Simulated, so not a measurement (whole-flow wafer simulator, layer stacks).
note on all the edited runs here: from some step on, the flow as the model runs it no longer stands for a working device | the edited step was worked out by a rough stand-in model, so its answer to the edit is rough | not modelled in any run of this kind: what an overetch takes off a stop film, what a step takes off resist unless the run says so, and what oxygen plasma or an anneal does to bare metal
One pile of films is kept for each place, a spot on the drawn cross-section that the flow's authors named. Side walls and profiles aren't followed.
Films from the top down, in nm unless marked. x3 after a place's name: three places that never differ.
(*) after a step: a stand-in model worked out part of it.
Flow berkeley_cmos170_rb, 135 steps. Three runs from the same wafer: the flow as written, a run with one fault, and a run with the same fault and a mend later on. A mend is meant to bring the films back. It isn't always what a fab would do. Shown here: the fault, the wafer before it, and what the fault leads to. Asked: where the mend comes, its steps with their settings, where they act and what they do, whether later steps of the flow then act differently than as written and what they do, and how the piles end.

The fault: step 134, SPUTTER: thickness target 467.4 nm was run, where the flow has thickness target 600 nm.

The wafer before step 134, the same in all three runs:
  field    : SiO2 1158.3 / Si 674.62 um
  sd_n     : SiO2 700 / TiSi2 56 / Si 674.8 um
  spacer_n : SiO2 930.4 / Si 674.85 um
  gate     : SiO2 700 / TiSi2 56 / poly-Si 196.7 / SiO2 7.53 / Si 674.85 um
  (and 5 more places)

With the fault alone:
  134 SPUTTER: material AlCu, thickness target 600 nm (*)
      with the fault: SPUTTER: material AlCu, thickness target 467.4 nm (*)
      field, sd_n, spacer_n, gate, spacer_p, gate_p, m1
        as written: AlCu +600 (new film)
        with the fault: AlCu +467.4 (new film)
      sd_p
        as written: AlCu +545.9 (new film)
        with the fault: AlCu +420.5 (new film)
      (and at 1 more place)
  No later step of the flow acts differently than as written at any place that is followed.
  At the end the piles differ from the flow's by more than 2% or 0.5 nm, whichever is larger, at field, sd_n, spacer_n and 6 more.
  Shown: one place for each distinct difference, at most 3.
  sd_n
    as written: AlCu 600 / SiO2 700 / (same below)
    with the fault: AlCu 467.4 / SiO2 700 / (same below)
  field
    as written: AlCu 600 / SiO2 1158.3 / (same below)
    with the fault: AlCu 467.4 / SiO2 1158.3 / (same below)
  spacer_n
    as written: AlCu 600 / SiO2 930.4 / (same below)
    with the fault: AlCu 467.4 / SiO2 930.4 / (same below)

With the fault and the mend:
  The mend comes after step 134.
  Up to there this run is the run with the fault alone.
  134a ETCH: chemistry al pan, depth target 537.2 nm
      field, sd_n, spacer_n, gate, spacer_p, gate_p, m1
        AlCu -467.4 (all of it)
      sd_p
        AlCu -420.5 (all of it)
      contact
        AlCu -326.5 (all of it)
  134b SPUTTER: material AlCu, thickness target 600 nm (*) (the flow's step 134 once more)
      field, sd_n, spacer_n, gate, spacer_p, gate_p, m1
        AlCu +600 (new film)
      sd_p
        AlCu +545.9 (new film)
      contact
        AlCu +415.1 (new film)
  No later step of the flow acts differently than as written at any place that is followed.
  At the end the piles are the same as the flow's at every place that both follow.
